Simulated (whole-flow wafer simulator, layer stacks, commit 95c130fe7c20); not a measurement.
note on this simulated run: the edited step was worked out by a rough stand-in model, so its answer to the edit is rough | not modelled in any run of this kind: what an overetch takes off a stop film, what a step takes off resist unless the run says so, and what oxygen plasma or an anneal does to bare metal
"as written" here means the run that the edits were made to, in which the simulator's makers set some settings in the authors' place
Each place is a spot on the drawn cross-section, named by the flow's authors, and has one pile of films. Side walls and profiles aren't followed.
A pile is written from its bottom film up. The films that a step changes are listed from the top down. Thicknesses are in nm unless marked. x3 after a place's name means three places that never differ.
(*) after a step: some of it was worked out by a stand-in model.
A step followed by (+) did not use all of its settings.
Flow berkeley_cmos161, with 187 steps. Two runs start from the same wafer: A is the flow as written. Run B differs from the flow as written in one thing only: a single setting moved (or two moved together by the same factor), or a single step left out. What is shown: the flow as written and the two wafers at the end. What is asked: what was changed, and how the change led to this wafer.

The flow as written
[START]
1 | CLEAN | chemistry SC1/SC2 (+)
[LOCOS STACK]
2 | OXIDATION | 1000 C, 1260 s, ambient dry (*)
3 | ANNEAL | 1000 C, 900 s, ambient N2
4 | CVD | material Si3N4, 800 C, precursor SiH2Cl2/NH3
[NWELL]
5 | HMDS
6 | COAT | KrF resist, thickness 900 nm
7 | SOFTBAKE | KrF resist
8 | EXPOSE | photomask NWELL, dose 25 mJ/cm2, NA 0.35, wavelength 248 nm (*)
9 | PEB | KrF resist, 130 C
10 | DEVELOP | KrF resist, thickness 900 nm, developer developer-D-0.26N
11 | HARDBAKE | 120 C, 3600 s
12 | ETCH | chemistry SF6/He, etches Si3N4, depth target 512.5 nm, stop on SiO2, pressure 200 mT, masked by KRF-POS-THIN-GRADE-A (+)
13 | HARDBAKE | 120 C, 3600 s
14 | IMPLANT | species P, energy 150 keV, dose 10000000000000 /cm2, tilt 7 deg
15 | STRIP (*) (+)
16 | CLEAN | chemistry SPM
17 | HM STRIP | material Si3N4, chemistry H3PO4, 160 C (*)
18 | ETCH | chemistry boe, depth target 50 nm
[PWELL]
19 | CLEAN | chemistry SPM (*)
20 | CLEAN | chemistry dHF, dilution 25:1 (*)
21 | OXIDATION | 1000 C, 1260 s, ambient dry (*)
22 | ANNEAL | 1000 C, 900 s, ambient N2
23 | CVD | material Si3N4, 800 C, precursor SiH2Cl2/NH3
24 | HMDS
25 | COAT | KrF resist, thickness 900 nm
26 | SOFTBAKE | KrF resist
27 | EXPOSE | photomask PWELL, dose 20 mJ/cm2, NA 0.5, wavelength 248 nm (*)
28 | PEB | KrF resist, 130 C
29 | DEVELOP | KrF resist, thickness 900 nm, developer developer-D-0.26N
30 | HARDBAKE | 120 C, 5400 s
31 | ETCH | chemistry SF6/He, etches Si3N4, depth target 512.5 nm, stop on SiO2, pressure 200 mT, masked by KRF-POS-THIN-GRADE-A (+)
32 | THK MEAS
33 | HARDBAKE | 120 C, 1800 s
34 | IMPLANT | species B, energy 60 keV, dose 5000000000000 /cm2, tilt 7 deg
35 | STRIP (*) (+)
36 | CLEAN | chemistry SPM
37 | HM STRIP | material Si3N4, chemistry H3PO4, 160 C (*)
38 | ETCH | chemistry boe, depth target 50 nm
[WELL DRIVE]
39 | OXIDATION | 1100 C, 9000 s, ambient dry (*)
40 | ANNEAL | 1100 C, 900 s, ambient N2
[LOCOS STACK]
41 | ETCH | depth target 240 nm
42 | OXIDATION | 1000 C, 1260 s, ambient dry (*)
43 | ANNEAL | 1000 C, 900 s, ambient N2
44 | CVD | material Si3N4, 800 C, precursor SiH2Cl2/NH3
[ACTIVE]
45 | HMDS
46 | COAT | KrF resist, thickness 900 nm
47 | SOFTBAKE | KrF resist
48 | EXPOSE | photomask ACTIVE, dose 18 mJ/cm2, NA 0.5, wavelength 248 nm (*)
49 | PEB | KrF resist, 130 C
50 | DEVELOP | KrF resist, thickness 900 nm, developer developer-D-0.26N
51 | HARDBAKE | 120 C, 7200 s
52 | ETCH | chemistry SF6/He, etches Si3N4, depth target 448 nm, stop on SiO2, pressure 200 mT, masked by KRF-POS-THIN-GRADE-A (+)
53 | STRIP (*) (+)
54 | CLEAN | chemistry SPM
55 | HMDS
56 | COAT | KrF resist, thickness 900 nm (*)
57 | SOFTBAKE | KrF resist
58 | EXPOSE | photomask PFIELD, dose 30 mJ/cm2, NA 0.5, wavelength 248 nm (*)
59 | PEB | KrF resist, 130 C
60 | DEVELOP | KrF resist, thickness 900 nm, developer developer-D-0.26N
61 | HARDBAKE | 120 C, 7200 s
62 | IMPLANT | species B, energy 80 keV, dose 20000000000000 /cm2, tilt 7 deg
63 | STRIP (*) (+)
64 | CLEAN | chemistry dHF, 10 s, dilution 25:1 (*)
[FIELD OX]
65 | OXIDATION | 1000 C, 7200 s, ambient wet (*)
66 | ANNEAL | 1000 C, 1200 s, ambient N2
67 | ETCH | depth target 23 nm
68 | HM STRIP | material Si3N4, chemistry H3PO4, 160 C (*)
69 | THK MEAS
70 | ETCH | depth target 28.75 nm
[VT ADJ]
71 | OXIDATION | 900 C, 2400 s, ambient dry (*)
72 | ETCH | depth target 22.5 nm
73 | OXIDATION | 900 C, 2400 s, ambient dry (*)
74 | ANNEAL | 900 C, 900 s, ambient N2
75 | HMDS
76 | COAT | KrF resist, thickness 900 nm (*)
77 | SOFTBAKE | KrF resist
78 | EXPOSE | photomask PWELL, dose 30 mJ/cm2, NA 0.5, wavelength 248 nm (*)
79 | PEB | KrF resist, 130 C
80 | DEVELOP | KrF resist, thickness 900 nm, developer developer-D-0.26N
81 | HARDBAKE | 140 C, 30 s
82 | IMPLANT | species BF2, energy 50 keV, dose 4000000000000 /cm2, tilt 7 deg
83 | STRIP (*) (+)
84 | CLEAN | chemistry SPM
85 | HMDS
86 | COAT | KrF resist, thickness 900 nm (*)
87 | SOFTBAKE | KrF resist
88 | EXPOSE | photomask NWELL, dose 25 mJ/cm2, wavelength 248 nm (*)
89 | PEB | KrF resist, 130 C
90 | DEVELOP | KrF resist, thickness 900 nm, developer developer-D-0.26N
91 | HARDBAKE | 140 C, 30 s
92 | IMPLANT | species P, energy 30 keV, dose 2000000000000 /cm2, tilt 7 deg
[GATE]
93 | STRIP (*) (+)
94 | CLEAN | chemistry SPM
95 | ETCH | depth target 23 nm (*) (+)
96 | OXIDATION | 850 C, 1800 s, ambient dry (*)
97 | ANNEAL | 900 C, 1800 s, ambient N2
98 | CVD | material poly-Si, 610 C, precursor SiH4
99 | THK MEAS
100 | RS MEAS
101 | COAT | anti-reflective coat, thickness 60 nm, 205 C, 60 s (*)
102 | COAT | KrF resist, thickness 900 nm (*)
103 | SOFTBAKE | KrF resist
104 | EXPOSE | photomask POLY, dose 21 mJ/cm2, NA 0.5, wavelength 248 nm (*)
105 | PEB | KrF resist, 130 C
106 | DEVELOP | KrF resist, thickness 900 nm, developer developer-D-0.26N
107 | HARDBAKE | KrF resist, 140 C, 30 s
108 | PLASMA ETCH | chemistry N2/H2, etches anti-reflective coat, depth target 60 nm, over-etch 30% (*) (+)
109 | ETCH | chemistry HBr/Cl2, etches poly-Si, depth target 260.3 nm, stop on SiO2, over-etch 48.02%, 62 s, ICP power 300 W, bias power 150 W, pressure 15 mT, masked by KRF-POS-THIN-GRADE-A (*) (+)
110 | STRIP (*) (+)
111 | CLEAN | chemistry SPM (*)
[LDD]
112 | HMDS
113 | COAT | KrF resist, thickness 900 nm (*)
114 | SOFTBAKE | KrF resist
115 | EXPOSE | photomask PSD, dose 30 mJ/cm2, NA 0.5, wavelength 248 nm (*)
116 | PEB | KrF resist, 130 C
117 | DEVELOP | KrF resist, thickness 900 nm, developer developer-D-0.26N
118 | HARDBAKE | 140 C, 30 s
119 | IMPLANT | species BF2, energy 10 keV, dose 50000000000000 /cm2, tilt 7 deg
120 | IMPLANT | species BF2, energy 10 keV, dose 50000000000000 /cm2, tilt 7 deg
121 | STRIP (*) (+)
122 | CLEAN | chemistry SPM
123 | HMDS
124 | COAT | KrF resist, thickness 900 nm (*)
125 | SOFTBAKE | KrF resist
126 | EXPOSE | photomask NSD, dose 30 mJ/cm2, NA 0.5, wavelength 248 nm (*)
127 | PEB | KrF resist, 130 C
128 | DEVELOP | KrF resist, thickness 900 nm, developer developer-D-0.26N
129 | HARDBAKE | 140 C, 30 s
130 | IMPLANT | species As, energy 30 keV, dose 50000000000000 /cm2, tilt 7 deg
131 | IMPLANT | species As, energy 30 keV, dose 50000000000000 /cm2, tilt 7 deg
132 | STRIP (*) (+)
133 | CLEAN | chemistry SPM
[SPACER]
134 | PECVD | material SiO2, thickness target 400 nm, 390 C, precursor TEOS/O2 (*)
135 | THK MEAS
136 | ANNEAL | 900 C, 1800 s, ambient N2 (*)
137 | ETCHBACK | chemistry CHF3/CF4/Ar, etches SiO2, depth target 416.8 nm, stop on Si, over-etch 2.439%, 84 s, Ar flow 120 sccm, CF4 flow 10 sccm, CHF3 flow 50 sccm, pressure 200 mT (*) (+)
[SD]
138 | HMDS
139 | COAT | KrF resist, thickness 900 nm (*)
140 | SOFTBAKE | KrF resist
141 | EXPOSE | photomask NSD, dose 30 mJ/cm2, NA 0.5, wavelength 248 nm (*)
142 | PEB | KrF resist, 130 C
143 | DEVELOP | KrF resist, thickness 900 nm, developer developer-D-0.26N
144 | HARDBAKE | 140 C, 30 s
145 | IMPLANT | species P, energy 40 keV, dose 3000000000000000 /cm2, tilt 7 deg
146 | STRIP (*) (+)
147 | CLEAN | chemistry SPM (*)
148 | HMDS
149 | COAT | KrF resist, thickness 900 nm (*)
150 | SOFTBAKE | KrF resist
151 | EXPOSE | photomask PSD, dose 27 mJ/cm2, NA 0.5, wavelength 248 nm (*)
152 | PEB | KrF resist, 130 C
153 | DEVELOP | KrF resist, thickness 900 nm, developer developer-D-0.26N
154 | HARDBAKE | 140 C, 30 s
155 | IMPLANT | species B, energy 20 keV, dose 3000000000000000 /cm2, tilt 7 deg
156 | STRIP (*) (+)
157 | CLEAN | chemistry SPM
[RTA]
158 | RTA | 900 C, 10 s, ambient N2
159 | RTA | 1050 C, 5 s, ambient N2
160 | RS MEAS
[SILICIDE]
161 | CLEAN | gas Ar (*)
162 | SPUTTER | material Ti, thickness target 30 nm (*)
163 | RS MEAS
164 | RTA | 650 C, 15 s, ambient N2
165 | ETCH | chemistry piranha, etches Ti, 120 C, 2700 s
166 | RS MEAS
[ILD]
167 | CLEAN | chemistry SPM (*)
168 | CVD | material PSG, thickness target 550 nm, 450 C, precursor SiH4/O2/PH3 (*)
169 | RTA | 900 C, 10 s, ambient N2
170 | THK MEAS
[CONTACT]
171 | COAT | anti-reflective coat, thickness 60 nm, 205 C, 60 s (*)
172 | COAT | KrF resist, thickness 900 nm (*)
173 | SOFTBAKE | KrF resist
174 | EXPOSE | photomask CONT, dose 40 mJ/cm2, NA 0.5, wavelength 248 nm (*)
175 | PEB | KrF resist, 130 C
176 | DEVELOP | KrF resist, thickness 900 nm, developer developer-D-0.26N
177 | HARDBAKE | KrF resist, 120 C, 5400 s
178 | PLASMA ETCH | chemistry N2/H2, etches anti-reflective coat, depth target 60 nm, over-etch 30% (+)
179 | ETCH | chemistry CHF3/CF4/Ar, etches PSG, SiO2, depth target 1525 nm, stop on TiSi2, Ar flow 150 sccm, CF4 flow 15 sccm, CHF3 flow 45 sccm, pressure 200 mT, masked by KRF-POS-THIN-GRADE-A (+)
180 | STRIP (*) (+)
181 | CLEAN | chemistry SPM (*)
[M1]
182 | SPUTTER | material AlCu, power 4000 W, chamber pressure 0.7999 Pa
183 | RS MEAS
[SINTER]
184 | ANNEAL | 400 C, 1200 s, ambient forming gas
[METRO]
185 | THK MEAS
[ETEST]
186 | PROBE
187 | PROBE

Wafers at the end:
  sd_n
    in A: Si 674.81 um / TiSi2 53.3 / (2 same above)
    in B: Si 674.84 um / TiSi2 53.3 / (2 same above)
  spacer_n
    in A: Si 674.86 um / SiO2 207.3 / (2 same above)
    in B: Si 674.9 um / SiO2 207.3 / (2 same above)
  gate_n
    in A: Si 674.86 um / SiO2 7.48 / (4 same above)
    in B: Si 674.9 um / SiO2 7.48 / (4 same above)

Cause: step 39, OXIDATION: 4050 s was run, whereas the flow has 9000 s.

The path from the change to this, step by step:
  39 | OXIDATION | 1100 C, 9000 s, ambient dry (*)
      field, sd_n, spacer_n and 6 more: A +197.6 SiO2 (new film), -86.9 Si | B +120.9 SiO2 (new film), -53.2 Si
  41 | ETCH | depth target 240 nm
      field, sd_n, spacer_n and 6 more: A -197.6 SiO2 (all of it) | B -120.9 SiO2 (all of it)
